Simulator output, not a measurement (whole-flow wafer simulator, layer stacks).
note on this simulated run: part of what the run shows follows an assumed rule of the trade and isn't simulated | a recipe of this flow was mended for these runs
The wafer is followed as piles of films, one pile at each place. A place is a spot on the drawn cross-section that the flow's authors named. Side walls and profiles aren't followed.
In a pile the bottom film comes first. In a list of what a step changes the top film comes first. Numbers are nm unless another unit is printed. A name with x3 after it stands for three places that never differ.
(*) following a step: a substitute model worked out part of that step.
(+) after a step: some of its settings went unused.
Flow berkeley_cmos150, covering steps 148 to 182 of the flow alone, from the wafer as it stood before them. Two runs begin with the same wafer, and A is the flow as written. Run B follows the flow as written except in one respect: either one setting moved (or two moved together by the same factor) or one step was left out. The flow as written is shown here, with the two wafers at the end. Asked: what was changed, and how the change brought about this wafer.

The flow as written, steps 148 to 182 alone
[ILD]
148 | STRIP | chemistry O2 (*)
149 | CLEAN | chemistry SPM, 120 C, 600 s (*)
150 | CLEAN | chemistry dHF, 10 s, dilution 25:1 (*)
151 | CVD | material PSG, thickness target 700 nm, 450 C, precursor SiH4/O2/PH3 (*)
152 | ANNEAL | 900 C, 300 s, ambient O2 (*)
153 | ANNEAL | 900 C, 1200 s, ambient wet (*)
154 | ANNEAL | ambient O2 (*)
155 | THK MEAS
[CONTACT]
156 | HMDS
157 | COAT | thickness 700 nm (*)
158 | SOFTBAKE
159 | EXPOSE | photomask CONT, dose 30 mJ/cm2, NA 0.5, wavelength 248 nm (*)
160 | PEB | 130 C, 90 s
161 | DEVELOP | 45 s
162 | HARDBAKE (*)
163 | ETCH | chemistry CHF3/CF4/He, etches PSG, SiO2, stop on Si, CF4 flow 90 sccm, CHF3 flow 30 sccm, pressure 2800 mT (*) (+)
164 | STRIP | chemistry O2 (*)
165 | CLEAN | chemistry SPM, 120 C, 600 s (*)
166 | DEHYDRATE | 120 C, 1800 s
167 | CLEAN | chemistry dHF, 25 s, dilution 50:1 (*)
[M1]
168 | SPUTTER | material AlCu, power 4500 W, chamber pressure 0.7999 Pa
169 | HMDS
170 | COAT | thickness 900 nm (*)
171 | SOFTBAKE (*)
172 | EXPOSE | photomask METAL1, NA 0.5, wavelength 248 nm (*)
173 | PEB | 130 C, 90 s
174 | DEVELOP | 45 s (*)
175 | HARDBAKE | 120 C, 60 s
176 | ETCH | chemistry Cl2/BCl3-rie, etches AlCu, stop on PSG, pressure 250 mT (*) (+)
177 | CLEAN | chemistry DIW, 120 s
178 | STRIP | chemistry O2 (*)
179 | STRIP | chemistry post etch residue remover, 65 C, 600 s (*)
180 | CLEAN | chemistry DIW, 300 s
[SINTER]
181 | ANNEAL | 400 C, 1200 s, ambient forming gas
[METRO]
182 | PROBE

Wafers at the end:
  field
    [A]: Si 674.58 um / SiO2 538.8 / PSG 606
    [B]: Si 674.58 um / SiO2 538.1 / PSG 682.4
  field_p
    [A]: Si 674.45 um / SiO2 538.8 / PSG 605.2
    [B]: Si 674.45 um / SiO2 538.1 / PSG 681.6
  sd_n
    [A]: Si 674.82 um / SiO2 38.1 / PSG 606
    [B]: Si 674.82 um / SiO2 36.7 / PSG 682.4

What caused this: step 151, CVD: thickness target 784 nm was run, while the flow as written has thickness target 700 nm; step 167, CLEAN: 28 s was run, where the flow has 25 s.

The path from the change to this, step by step:
  151 | CVD | material PSG, thickness target 700 nm, 450 C, precursor SiH4/O2/PH3 (*)
      field, field_p, sd_n, gate_n, gate_p, contact, m1: A PSG gains 700 (new film) | B PSG gains 784 (new film)
      sd_p: A PSG gains 639.5 (new film) | B PSG gains 713.6 (new film)
  153 | ANNEAL | 900 C, 1200 s, ambient wet (*)
      sd_n, contact, m1: A PSG loses 35, SiO2 gains 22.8, Si loses 10 | B PSG loses 39.2, SiO2 gains 21.4, Si loses 9.42
      field, field_p: A PSG loses 35, SiO2 gains 16.3, Si loses 7.15 | B PSG loses 39.2, SiO2 gains 15.6, Si loses 6.85
      (as well as at 3 more places)
  163 | ETCH | chemistry CHF3/CF4/He, etches PSG, SiO2, stop on Si, CF4 flow 90 sccm, CHF3 flow 30 sccm, pressure 2800 mT (*) (+)
      field, field_p, sd_n, gate_n, sd_p, gate_p, m1: A KrF-resist loses 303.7 | B KrF-resist loses 331.7
      contact: A PSG loses 665 (all of it), SiO2 loses 38.1 (all of it), Si loses 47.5 | B PSG loses 744.8 (all of it), SiO2 loses 36.7 (all of it), Si loses 47.5
  164 | STRIP | chemistry O2 (*)
      field: A KrF-resist loses 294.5 (all of it) | B KrF-resist loses 267.4 (all of it)
      field_p: A KrF-resist loses 397.1 (all of it) | B KrF-resist loses 371.1 (all of it)
      (as well as at 5 more places)
  167 | CLEAN | chemistry dHF, 25 s, dilution 50:1 (*)
      field, field_p, sd_n, gate_n, sd_p, gate_p, m1: A PSG loses 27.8 | B PSG loses 31.1
  168 | SPUTTER | material AlCu, power 4500 W, chamber pressure 0.7999 Pa
      contact: A AlCu gains 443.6 (new film) | B AlCu gains 427.3 (new film)
  170 | COAT | thickness 900 nm (*)
      contact: A thick-KrF-resist gains 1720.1 (new film) | B thick-KrF-resist gains 1788.7 (new film)
  175 | HARDBAKE | 120 C, 60 s
      contact: A thick-KrF-resist loses 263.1 | B thick-KrF-resist loses 273.6
  178 | STRIP | chemistry O2 (*)
      contact: A thick-KrF-resist loses 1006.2 (all of it) | B thick-KrF-resist loses 1064 (all of it)
